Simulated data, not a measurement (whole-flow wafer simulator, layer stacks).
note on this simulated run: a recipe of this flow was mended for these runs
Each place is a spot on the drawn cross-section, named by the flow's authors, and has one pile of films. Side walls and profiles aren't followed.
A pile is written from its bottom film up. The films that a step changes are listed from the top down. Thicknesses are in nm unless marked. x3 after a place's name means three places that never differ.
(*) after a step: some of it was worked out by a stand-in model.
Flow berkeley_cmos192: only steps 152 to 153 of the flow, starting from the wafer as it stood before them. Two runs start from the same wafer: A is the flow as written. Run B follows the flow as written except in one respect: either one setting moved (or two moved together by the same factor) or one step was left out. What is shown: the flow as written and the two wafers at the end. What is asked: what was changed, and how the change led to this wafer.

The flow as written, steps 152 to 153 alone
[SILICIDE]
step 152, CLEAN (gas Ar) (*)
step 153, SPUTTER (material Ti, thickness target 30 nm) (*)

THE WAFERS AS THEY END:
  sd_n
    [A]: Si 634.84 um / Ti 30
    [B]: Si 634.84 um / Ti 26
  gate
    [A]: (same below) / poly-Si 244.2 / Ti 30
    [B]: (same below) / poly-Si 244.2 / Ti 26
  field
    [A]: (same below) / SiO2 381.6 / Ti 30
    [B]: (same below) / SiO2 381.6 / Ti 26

The reason: step 153, SPUTTER: thickness target 26 nm was run, while the flow as written has thickness target 30 nm.
The wafer itself shows it: sd_n has Ti 26, and step 153 as written asks for 30 nm.

How this came from the change, step by step:
  step 153, SPUTTER (material Ti, thickness target 30 nm) (*)
      field, sd_n, spacer_n, gate, spacer_p, gate_p, contact x2: A Ti gains 30 (new film) | B Ti gains 26 (new film)
      sd_p: A Ti gains 28.2 (new film) | B Ti gains 24.5 (new film)
